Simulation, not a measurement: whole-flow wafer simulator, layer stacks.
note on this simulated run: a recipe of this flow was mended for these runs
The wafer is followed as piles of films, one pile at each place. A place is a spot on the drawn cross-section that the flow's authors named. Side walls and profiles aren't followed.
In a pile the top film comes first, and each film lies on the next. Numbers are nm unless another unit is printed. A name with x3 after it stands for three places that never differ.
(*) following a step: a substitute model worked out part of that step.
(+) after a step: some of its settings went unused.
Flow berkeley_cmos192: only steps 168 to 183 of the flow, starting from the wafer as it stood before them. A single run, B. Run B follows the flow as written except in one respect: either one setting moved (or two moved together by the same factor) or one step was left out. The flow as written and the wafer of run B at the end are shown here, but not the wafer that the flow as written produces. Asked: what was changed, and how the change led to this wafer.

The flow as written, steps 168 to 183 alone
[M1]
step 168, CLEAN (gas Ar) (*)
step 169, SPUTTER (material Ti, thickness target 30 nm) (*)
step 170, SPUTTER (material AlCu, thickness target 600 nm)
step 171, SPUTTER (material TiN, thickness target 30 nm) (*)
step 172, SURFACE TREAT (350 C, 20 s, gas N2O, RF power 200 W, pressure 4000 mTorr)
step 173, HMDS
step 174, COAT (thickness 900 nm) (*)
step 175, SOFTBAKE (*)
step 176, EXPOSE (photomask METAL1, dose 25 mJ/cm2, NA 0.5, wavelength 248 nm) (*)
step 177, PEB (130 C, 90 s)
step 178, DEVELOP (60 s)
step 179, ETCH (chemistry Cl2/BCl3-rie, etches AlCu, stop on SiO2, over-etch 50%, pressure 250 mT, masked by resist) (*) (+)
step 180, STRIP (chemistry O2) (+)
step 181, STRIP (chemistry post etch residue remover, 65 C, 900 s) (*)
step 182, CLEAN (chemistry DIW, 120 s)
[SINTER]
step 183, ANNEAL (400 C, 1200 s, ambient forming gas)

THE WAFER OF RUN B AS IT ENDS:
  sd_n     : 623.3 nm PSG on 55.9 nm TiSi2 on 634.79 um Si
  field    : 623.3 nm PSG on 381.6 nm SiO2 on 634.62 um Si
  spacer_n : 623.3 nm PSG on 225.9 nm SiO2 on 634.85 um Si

The reason: step 170, SPUTTER: thickness target 360 nm was run, though the flow has thickness target 600 nm.

Step by step, how the change led to this:
  step 170, SPUTTER (material AlCu, thickness target 600 nm)
      field, sd_n, spacer_n, gate, spacer_p, gate_p, m1: +360 AlCu (new film) (in the flow as written it would be: +600 AlCu (new film))
      sd_p: +327.6 AlCu (new film) (in the flow as written it would be: +557.4 AlCu (new film))
      (and at 1 other place as well)
  step 171, SPUTTER (material TiN, thickness target 30 nm) (*)
      contact: +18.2 TiN (new film) (in the flow as written it would be: +16 TiN (new film))
  step 174, COAT (thickness 900 nm) (*)
      contact: +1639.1 KrF-resist (new film) (in the flow as written it would be: +1717.4 KrF-resist (new film))
  step 179, ETCH (chemistry Cl2/BCl3-rie, etches AlCu, stop on SiO2, over-etch 50%, pressure 250 mT, masked by resist) (*) (+)
      field, sd_n, spacer_n, gate, spacer_p, gate_p: -30 TiN (all of it), -360 AlCu (all of it), -30 Ti (all of it), -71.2 PSG (in the flow as written it would be: -30 TiN (all of it), -600 AlCu (all of it), -30 Ti (all of it), -41.2 PSG)
      sd_p: -26.4 TiN (all of it), -327.6 AlCu (all of it), -26.8 Ti (all of it), -76.1 PSG (in the flow as written it would be: -26.2 TiN (all of it), -557.4 AlCu (all of it), -26.8 Ti (all of it), -47.4 PSG)
  step 180, STRIP (chemistry O2) (+)
      contact: -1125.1 KrF-resist (all of it) (in the flow as written it would be: -1203.2 KrF-resist (all of it))
